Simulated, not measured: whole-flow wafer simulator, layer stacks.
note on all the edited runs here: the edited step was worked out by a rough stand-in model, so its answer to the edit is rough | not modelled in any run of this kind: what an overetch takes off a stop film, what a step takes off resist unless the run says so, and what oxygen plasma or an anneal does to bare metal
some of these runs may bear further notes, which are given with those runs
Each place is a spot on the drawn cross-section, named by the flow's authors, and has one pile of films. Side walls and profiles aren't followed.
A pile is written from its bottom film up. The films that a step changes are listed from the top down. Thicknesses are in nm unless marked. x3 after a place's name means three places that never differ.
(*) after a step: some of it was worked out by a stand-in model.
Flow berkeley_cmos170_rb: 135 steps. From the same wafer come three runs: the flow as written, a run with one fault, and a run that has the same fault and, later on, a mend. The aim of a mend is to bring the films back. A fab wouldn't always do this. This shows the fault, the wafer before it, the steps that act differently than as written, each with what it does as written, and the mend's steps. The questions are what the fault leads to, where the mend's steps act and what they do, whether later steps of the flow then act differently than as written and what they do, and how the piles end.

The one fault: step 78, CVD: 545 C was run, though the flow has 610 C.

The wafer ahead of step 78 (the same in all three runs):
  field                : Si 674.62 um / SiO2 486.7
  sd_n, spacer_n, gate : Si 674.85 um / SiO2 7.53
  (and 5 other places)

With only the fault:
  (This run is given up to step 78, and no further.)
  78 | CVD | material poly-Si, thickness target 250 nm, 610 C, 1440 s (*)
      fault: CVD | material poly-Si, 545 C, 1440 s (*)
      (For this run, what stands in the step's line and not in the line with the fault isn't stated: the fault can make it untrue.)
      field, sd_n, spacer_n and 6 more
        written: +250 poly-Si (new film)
        fault: +52.8 poly-Si (new film)
  Once step 78 is done, the piles at field, sd_n, spacer_n and 6 more depart from the flow's by more than 2% or 0.5 nm, whichever is larger.
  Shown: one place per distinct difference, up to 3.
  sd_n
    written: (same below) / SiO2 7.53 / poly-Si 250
    fault: (same below) / SiO2 7.53 / poly-Si 52.8
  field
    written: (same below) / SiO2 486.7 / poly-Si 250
    fault: (same below) / SiO2 486.7 / poly-Si 52.8

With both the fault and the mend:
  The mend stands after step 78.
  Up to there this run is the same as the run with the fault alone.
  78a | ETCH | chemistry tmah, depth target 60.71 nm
      field, sd_n, spacer_n and 6 more
        -52.8 poly-Si (all of it)
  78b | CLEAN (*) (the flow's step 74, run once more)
      does not change any film at any place that is followed
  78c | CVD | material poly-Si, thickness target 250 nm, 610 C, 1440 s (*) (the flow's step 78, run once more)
      field, sd_n, spacer_n and 6 more
        +250 poly-Si (new film)
  None of the later steps of the flow differs from how it acts as written, at any place that is followed, by more than 2% or 0.5 nm, whichever is larger.
  At every place that both follow, the piles at the end match the flow's.
